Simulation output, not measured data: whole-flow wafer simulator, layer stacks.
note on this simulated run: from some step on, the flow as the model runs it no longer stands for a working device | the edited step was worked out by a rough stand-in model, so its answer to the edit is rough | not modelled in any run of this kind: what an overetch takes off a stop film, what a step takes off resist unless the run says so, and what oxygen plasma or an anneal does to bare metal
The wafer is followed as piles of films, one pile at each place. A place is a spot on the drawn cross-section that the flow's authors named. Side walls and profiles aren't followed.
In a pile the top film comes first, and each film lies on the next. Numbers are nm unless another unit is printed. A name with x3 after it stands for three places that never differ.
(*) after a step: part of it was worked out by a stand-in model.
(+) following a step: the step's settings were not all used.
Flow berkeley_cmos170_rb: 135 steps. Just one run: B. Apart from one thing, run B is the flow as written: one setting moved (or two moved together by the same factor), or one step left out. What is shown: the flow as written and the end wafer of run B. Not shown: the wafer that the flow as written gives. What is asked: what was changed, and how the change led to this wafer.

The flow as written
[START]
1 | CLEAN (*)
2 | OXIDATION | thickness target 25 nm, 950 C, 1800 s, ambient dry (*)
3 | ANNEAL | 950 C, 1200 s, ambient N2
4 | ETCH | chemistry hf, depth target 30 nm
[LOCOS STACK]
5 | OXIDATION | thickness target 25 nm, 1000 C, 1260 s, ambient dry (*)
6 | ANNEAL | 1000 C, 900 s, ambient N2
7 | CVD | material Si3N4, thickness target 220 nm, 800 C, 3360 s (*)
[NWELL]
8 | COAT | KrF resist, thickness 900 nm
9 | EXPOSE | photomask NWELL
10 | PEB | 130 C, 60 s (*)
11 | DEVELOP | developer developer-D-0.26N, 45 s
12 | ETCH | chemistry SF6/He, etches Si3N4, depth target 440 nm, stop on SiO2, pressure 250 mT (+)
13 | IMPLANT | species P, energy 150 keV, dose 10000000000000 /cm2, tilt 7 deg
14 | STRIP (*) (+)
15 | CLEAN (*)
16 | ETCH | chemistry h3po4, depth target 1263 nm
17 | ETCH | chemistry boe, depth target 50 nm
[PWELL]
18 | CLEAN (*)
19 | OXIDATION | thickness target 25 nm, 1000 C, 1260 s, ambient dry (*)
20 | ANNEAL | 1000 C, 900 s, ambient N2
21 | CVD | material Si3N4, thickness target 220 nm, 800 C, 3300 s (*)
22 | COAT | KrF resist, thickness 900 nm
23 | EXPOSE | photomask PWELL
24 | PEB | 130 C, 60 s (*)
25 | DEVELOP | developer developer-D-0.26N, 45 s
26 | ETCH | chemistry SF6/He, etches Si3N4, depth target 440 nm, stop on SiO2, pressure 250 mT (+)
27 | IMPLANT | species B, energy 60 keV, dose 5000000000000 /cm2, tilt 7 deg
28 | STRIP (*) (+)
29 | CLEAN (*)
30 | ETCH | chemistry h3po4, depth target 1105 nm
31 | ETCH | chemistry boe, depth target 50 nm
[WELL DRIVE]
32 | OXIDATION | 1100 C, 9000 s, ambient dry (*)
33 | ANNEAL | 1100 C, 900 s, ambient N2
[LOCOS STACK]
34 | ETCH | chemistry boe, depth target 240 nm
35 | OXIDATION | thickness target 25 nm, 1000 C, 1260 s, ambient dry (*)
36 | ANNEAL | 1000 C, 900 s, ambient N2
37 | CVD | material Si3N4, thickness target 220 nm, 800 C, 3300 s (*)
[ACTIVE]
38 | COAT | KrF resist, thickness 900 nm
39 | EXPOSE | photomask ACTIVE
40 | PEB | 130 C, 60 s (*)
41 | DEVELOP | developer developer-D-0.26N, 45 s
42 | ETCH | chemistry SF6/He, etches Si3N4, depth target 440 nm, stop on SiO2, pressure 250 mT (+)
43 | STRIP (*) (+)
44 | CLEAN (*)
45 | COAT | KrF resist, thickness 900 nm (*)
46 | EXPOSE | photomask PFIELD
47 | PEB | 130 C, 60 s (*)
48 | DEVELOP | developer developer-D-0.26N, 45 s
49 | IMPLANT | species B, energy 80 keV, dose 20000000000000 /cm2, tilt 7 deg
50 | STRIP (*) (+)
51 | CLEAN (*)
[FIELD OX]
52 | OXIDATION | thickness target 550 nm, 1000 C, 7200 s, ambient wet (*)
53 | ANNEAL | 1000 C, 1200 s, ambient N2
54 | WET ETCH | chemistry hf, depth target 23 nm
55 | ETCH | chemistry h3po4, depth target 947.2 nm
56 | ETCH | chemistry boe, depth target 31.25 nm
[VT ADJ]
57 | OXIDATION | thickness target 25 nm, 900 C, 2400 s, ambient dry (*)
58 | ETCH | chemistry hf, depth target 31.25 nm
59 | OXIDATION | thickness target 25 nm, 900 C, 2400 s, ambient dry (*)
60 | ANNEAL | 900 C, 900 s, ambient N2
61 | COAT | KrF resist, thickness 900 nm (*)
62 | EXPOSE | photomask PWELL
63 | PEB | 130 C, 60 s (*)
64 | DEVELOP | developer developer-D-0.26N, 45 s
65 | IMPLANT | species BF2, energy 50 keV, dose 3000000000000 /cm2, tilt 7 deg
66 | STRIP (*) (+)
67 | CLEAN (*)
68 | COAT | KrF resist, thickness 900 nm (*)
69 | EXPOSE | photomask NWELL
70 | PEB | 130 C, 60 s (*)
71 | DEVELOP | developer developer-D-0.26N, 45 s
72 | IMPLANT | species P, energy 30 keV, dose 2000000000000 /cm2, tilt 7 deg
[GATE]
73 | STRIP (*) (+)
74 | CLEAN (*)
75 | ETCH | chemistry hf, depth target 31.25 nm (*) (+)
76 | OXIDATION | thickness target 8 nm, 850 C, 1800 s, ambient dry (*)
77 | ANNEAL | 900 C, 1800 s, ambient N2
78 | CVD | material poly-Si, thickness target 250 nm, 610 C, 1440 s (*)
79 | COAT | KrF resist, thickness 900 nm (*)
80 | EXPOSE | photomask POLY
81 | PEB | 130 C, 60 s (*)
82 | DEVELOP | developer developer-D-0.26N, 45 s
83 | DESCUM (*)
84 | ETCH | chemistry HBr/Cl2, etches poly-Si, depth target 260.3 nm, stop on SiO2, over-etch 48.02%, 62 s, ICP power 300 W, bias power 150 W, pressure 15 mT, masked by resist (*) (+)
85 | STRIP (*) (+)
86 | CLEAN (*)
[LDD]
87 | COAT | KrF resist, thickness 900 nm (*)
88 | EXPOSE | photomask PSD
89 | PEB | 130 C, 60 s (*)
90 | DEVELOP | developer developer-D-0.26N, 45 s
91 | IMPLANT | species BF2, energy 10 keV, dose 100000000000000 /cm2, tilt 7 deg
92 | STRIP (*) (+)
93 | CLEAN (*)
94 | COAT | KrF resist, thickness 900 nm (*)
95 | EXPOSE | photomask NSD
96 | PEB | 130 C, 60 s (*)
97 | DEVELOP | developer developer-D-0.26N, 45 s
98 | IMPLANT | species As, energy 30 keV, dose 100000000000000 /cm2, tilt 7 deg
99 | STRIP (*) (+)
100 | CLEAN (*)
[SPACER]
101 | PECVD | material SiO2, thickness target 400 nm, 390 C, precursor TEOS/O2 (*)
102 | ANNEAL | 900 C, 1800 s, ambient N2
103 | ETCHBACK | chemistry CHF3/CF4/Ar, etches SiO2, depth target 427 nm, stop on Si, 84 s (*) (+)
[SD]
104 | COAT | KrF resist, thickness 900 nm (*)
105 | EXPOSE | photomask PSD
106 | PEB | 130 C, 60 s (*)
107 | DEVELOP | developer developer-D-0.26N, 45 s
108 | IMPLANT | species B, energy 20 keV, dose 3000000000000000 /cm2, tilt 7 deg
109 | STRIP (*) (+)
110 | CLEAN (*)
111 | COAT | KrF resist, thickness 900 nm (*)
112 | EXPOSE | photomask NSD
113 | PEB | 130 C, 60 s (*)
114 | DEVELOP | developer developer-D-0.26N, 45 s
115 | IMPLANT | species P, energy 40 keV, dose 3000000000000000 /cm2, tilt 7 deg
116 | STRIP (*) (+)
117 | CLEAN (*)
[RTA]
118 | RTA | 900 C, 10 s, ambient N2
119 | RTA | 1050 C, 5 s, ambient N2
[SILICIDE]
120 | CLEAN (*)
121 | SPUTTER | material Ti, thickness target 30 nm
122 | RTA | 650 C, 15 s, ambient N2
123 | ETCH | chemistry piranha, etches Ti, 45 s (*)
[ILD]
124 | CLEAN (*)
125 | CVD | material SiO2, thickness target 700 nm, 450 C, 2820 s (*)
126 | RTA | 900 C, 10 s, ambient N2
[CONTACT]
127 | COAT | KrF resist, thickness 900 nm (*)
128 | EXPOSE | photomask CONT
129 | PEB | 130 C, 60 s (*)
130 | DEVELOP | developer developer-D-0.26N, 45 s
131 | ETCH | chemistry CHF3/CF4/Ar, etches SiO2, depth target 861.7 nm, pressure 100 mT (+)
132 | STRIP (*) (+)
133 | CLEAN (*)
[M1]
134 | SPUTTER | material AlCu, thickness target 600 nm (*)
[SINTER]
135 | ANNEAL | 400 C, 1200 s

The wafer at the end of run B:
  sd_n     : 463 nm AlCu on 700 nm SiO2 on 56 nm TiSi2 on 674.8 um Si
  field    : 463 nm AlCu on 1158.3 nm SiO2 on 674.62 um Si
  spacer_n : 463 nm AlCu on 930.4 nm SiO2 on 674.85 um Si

Cause: step 134, SPUTTER: thickness target 463 nm was run, though the flow has thickness target 600 nm.
The wafer itself shows it: sd_n has AlCu 463, and step 134 as written asks for 600 nm.

How this came from the change, step by step:
  134 | SPUTTER | material AlCu, thickness target 600 nm (*)
      field, sd_n, spacer_n, gate, spacer_p, gate_p, m1: +463 AlCu (new film) (as written it would have been: +600 AlCu (new film))
      sd_p: +416.4 AlCu (new film) (as written it would have been: +545.9 AlCu (new film))
      (as well as at 1 more place)
